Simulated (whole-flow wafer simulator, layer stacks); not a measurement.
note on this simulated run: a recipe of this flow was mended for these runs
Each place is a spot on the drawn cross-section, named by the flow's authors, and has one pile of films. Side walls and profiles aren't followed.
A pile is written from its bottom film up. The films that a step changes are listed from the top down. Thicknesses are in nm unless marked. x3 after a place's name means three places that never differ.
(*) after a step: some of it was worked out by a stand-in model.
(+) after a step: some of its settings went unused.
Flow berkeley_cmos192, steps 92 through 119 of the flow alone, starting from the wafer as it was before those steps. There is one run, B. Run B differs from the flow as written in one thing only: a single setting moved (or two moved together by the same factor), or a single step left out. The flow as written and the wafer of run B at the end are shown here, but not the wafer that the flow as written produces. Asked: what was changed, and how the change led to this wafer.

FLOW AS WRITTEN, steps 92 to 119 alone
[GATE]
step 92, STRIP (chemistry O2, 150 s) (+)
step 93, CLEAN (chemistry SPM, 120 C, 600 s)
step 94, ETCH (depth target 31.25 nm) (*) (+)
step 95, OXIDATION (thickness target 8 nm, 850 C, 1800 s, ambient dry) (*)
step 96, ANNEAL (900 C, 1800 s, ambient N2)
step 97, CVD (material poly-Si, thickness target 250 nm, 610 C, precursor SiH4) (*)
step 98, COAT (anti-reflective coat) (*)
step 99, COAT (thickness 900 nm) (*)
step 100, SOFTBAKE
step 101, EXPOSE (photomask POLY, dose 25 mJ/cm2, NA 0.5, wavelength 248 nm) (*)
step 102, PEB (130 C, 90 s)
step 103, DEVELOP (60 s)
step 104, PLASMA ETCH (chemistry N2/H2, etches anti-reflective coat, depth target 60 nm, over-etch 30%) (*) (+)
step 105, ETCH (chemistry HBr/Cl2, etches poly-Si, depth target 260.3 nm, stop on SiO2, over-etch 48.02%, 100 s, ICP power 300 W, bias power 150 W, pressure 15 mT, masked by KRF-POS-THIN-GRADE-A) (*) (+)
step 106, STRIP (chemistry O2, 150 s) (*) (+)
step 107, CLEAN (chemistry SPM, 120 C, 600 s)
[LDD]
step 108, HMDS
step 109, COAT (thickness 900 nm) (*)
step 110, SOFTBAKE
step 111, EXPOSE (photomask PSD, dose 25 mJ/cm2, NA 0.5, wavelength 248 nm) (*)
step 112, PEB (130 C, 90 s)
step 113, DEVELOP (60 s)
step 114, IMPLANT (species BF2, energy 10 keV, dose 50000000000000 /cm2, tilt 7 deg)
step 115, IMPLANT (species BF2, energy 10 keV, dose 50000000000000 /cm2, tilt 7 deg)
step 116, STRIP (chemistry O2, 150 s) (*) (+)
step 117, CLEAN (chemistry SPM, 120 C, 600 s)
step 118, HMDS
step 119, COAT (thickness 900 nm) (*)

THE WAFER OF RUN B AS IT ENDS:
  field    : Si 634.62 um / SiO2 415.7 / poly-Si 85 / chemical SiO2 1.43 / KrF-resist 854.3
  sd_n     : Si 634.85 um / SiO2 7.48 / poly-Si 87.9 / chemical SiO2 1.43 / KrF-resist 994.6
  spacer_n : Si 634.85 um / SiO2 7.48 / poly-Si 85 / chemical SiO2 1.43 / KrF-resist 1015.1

The reason: step 97, CVD: thickness target 475 nm was run, though the flow has thickness target 250 nm.

Step by step, how the change led to this:
  step 97, CVD (material poly-Si, thickness target 250 nm, 610 C, precursor SiH4) (*)
      field, sd_n, spacer_n and 6 more: poly-Si gains 475 (new film) (it would be, as written: poly-Si gains 250 (new film))
  step 98, COAT (anti-reflective coat) (*)
      field: anti-reflective coat gains 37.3 (new film) (it would be, as written: anti-reflective coat gains 35.6 (new film))
      sd_n: anti-reflective coat gains 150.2 (new film) (it would be, as written: anti-reflective coat gains 143.3 (new film))
      (as well as at 2 more places)
  step 104, PLASMA ETCH (chemistry N2/H2, etches anti-reflective coat, depth target 60 nm, over-etch 30%) (*) (+)
      field: anti-reflective coat loses 37.3 (all of it), poly-Si loses 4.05 (it would be, as written: anti-reflective coat loses 35.6 (all of it), poly-Si loses 3.86)
      sd_n: anti-reflective coat loses 150.2 (all of it), poly-Si loses 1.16 (it would be, as written: anti-reflective coat loses 143.3 (all of it), poly-Si loses 1.1)
      (as well as at 2 more places)
  step 105, ETCH (chemistry HBr/Cl2, etches poly-Si, depth target 260.3 nm, stop on SiO2, over-etch 48.02%, 100 s, ICP power 300 W, bias power 150 W, pressure 15 mT, masked by KRF-POS-THIN-GRADE-A) (*) (+)
      spacer_n, spacer_p: poly-Si loses 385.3 (it would be, as written: poly-Si loses 246.2 (all of it), SiO2 loses 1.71)
      field: poly-Si loses 385.3 (it would be, as written: poly-Si loses 246.1 (all of it), SiO2 loses 1.71)
      (as well as at 4 more places)
  step 106, STRIP (chemistry O2, 150 s) (*) (+)
      field, sd_n, spacer_n, sd_p, spacer_p, contact, m1: chemical SiO2 gains 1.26 (new film), poly-Si loses 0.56 (it would be, as written: nothing)
  step 109, COAT (thickness 900 nm) (*)
      spacer_n: KrF-resist gains 1015 (new film) (it would be, as written: KrF-resist gains 994 (new film))
      gate: KrF-resist gains 629.3 (new film) (it would be, as written: KrF-resist gains 743.5 (new film))
      (as well as at 2 more places)
  step 113, DEVELOP (60 s)
      spacer_p: KrF-resist loses 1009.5 (all of it) (it would be, as written: KrF-resist loses 988.7 (all of it))
      gate_p: KrF-resist loses 624.1 (all of it) (it would be, as written: KrF-resist loses 738.2 (all of it))
  step 116, STRIP (chemistry O2, 150 s) (*) (+)
      spacer_n: KrF-resist loses 997.8 (all of it), chemical SiO2 gains 0.16, poly-Si loses 0.07 (it would be, as written: KrF-resist loses 976.9 (all of it))
      gate: KrF-resist loses 613 (all of it), chemical SiO2 gains 0.2, poly-Si loses 0.09 (it would be, as written: KrF-resist loses 727 (all of it), chemical SiO2 gains 0.2, poly-Si loses 0.09)
  step 119, COAT (thickness 900 nm) (*)
      spacer_n: KrF-resist gains 1015.1 (new film) (it would be, as written: KrF-resist gains 994.1 (new film))
      gate: KrF-resist gains 629.3 (new film) (it would be, as written: KrF-resist gains 743.4 (new film))
      (as well as at 2 more places)
